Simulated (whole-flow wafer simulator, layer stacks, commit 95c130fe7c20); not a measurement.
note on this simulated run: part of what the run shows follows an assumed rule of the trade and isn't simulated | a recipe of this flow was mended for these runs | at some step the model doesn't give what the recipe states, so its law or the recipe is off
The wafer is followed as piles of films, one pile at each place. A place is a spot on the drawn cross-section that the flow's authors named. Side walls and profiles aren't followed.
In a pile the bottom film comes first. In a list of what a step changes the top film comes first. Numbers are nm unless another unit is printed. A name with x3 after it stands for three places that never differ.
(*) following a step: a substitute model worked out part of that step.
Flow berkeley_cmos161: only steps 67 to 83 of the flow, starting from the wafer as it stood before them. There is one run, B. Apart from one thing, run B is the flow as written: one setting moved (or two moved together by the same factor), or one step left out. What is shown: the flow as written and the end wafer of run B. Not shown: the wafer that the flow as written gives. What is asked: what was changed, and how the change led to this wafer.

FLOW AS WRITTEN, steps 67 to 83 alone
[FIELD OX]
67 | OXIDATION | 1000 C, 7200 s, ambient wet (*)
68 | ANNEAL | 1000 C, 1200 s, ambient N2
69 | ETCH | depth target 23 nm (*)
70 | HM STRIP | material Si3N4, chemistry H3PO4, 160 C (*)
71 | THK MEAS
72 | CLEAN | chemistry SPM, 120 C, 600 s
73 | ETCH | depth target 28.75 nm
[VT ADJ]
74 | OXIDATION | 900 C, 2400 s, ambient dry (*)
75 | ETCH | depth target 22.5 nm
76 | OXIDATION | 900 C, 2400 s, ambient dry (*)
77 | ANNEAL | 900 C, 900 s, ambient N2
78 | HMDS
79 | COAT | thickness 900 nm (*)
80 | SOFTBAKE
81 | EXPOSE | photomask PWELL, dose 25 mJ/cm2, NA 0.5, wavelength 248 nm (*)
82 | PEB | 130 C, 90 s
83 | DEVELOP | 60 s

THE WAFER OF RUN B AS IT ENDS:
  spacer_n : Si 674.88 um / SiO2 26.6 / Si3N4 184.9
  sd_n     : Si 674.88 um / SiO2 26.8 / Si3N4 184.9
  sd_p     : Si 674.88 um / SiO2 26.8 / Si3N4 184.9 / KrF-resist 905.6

The reason: step 69, ETCH: depth target 8 nm was run, though the flow has depth target 23 nm.

Step by step, how the change led to this:
  69 | ETCH | depth target 23 nm (*)
      sd_n, spacer_n, gate_n, sd_p, spacer_p, gate_p, contact, m1: -8 SiO2 (in the flow as written it would be: -12.1 SiO2 (all of it), -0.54 Si3N4)
      field: -8 SiO2 (in the flow as written it would be: -23 SiO2)
  70 | HM STRIP | material Si3N4, chemistry H3PO4, 160 C (*)
      sd_n, spacer_n, gate_n, sd_p, spacer_p, gate_p, contact, m1: nothing (in the flow as written it would be: -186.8 Si3N4 (all of it), -8.69 SiO2)
      field: nothing (in the flow as written it would be: -14.5 SiO2)
  73 | ETCH | depth target 28.75 nm
      spacer_n, gate_n, spacer_p, gate_p, contact, m1: -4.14 SiO2 (all of it), -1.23 Si3N4 (in the flow as written it would be: -17.9 SiO2 (all of it))
      sd_n, sd_p: -4.14 SiO2 (all of it), -1.23 Si3N4 (in the flow as written it would be: -18.1 SiO2 (all of it))
  74 | OXIDATION | 900 C, 2400 s, ambient dry (*)
      sd_n, spacer_n, gate_n, sd_p, spacer_p, gate_p, contact, m1: nothing (in the flow as written it would be: +14.9 SiO2 (new film), -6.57 Si)
  75 | ETCH | depth target 22.5 nm
      sd_n, spacer_n, gate_n, sd_p, spacer_p, gate_p, contact, m1: -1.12 Si3N4 (in the flow as written it would be: -14.9 SiO2 (all of it))
  76 | OXIDATION | 900 C, 2400 s, ambient dry (*)
      sd_n, spacer_n, gate_n, sd_p, spacer_p, gate_p, contact, m1: nothing (in the flow as written it would be: +14.9 SiO2 (new film), -6.57 Si)
  79 | COAT | thickness 900 nm (*)
      field: +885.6 KrF-resist (new film) (in the flow as written it would be: +838.3 KrF-resist (new film))
      sd_n: +927.2 KrF-resist (new film) (in the flow as written it would be: +1020.9 KrF-resist (new film))
      (also at 7 further places)
  83 | DEVELOP | 60 s
      field: -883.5 KrF-resist (all of it) (in the flow as written it would be: -836.4 KrF-resist (all of it))
      sd_n: -925 KrF-resist (all of it) (in the flow as written it would be: -1018.4 KrF-resist (all of it))
      (also at 4 further places)
